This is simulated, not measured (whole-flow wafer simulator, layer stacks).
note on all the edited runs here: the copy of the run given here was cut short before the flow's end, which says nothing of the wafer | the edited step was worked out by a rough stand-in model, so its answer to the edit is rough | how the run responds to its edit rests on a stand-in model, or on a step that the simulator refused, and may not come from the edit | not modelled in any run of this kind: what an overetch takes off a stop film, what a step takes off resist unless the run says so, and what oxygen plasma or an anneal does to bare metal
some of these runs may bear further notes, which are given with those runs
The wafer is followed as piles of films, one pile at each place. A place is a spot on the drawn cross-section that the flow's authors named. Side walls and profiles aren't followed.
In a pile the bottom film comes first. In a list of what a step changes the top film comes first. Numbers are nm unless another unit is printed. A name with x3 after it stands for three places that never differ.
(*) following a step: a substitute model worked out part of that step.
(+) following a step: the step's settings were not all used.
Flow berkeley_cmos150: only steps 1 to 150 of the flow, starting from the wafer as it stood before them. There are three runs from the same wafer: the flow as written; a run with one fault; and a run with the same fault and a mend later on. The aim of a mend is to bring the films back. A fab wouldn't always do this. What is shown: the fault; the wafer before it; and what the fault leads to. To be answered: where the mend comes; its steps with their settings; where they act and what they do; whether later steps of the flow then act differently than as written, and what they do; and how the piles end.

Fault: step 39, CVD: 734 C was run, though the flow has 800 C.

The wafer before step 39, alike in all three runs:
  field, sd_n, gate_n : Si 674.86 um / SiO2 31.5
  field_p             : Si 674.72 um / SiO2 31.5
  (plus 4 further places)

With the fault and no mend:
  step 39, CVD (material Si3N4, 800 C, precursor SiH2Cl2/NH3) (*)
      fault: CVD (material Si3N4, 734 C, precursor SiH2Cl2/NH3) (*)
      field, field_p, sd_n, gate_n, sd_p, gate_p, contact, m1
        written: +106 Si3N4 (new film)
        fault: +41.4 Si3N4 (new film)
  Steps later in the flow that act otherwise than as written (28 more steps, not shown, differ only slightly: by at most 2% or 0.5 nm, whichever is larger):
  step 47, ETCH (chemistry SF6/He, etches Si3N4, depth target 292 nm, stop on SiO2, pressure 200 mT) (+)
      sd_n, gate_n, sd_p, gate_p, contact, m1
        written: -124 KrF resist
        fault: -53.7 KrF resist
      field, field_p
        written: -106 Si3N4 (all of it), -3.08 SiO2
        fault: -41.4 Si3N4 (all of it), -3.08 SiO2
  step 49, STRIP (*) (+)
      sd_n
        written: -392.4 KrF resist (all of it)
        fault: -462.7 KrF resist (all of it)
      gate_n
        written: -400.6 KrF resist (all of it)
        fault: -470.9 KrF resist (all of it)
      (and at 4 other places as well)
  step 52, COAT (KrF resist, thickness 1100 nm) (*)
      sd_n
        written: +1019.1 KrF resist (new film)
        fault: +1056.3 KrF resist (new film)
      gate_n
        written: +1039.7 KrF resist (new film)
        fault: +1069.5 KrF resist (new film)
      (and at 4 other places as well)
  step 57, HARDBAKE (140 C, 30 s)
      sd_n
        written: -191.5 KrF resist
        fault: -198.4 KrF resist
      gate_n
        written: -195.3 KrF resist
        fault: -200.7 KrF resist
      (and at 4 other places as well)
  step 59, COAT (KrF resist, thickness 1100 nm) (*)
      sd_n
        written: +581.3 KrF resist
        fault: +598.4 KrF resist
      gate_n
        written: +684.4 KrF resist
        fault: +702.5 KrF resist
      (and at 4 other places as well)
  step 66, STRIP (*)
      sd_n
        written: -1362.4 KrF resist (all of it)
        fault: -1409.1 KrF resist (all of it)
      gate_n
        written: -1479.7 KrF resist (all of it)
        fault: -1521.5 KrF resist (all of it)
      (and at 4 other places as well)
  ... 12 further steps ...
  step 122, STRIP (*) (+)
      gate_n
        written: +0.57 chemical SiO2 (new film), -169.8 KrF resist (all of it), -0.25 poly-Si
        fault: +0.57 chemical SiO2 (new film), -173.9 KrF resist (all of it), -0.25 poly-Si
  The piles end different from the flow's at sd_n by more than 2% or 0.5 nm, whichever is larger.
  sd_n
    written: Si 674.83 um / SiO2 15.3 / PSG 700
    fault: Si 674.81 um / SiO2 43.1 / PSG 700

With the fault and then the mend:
  The mend stands after step 46.
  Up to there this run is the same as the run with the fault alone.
  step 46a, STRIP (*) (+)
      sd_n
        -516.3 KrF resist (all of it)
      gate_n
        -524.6 KrF resist (all of it)
      sd_p
        -566.8 KrF resist (all of it)
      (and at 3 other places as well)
  step 46b, CLEAN (chemistry SPM)
      leaves every film unchanged at each place that is followed
  step 46c, CVD (material Si3N4, 800 C, precursor SiH2Cl2/NH3) (*) (the flow's step 39 again, with other settings that aren't printed)
      field, field_p, sd_n, gate_n, sd_p, gate_p, contact, m1
        +64.7 Si3N4
  step 46d, HMDS (the flow's step 40 again)
      leaves every film unchanged at each place that is followed
  step 46e, COAT (KrF resist, thickness 650 nm) (*) (the flow's step 41 again)
      field
        +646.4 KrF resist (new film)
      field_p
        +715.2 KrF resist (new film)
      sd_n
        +633.7 KrF resist (new film)
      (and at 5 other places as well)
  step 46f, SOFTBAKE (KrF resist) (the flow's step 42 again)
      leaves every film unchanged at each place that is followed
  step 46g, EXPOSE (photomask ACTIVE, dose 19.46 mJ/cm2, NA 0.5, wavelength 248 nm) (*) (the flow's step 43 again)
      leaves every film unchanged at each place that is followed
  step 46h, PEB (KrF resist, 130 C, 60 s) (the flow's step 44 again)
      gate_n, contact, m1
        -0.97 KrF resist
      field
        -0.98 KrF resist
      field_p
        -1.1 KrF resist
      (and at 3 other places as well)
  step 46i, DEVELOP (KrF resist, thickness 650 nm, developer developer-D-0.26N) (the flow's step 45 again)
      sd_n, gate_n, sd_p, gate_p, contact, m1
        -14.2 KrF resist
      field
        -645.4 KrF resist (all of it)
      field_p
        -714.1 KrF resist (all of it)
  step 46j, HARDBAKE (140 C, 30 s) (the flow's step 46 again)
      sd_n
        -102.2 KrF resist
      gate_n
        -103.8 KrF resist
      sd_p
        -112.2 KrF resist
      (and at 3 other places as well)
  None of the later steps of the flow differs from how it acts as written, at any place that is followed, by more than 2% or 0.5 nm, whichever is larger.
  By the end, the piles equal the flow's at every place that both follow.
